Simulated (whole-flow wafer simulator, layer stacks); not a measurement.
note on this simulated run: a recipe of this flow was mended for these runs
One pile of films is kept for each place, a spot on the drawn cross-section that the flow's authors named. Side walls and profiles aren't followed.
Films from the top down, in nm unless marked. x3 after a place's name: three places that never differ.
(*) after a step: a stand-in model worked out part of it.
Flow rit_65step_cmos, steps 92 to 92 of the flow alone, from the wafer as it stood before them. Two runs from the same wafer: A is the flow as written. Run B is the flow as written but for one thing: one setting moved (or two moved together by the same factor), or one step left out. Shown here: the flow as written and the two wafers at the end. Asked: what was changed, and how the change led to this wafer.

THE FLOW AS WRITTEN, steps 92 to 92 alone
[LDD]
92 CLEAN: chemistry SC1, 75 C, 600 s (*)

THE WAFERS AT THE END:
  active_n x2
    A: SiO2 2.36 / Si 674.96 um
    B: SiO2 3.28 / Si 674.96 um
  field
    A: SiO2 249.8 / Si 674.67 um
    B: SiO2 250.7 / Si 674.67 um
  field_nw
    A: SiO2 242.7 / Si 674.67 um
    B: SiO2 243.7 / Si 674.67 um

The cause: step 92, CLEAN: 65 C was run, where the flow has 75 C.

How the change led to this, step by step:
  92 CLEAN: chemistry SC1, 75 C, 600 s (*)
      field, field_pw, field_nw, field_p, active_n x2, spacer x6: A SiO2 -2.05 | B SiO2 -1.13
      gate_n x2: A chemical SiO2 -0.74, poly-Si -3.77 | B chemical SiO2 -0.74, poly-Si -1.7
